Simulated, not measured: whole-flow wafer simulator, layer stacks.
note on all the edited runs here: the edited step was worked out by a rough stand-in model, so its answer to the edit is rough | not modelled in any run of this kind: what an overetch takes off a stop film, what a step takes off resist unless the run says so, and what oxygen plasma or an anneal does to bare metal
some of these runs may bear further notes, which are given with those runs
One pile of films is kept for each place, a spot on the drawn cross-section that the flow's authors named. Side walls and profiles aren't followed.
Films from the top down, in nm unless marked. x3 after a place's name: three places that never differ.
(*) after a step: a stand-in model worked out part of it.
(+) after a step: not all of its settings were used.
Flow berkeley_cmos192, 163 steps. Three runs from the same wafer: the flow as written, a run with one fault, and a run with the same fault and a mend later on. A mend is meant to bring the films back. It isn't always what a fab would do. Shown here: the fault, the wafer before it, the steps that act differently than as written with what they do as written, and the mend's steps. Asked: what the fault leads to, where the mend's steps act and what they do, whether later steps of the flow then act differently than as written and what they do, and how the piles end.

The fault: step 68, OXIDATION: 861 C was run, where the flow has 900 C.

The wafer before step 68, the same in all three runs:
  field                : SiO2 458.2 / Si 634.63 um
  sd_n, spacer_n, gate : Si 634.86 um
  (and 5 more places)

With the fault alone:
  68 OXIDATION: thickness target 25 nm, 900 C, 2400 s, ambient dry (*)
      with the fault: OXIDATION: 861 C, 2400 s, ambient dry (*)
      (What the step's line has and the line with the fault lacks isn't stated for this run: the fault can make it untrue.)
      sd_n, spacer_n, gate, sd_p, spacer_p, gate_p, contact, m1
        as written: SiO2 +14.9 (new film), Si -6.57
        with the fault: SiO2 +10 (new film), Si -4.41
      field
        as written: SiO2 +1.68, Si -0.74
        with the fault: SiO2 +0.81, Si -0.36
  Later steps of the flow that act differently than as written (36 more steps differ only slightly, by at most 2% or 0.5 nm, whichever is larger, and aren't shown):
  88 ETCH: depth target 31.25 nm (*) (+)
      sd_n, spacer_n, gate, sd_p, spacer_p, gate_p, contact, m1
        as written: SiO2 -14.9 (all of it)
        with the fault: SiO2 -10 (all of it)
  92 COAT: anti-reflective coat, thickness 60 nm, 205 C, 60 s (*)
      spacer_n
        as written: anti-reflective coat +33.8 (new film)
        with the fault: anti-reflective coat +34.5 (new film)
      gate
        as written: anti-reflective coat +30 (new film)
        with the fault: anti-reflective coat +30.7 (new film)
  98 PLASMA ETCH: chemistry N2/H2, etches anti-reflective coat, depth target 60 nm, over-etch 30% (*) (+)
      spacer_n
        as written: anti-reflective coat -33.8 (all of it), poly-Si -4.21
        with the fault: anti-reflective coat -34.5 (all of it), poly-Si -4.13
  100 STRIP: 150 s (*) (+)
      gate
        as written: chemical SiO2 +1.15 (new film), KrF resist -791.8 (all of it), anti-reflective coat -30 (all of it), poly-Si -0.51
        with the fault: chemical SiO2 +1.15 (new film), KrF resist -789.6 (all of it), anti-reflective coat -30.7 (all of it), poly-Si -0.51
  At the end the piles differ from the flow's only slightly at the places that both follow, by at most 2% or 0.5 nm, whichever is larger.

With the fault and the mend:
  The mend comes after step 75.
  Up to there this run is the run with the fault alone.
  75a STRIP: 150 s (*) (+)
      sd_p
        KrF resist -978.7 (all of it)
      spacer_p
        KrF resist -960.1 (all of it)
      gate_p
        KrF resist -959.2 (all of it)
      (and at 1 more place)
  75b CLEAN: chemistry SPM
      changes no film at any place that is followed
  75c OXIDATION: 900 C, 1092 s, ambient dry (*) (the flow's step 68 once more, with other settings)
      sd_n, spacer_n, gate, sd_p, spacer_p, gate_p, contact, m1
        SiO2 +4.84, Si -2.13
      field
        SiO2 +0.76, Si -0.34
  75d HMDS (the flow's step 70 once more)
      changes no film at any place that is followed
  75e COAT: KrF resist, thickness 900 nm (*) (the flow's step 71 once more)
      spacer_n, gate
        KrF resist +978.6 (new film)
      field
        KrF resist +842.4 (new film)
      sd_n
        KrF resist +1013.2 (new film)
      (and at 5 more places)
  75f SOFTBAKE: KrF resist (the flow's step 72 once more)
      changes no film at any place that is followed
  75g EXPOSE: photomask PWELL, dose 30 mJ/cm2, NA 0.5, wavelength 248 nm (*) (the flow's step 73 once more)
      changes no film at any place that is followed
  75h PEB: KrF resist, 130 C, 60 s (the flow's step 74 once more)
      sd_n, m1
        KrF resist -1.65
      spacer_n, gate
        KrF resist -1.58
      spacer_p, gate_p
        KrF resist -1.57
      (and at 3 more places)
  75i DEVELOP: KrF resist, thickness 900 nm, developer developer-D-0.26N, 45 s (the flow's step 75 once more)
      sd_p, spacer_p, gate_p, m1
        KrF resist -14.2
      spacer_n, gate
        KrF resist -977 (all of it)
      field
        KrF resist -841.1 (all of it)
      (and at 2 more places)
  No later step of the flow acts differently than as written, at any place that is followed, by more than 2% or 0.5 nm, whichever is larger.
  At the end the piles differ from the flow's only slightly at the places that both follow, by at most 2% or 0.5 nm, whichever is larger.
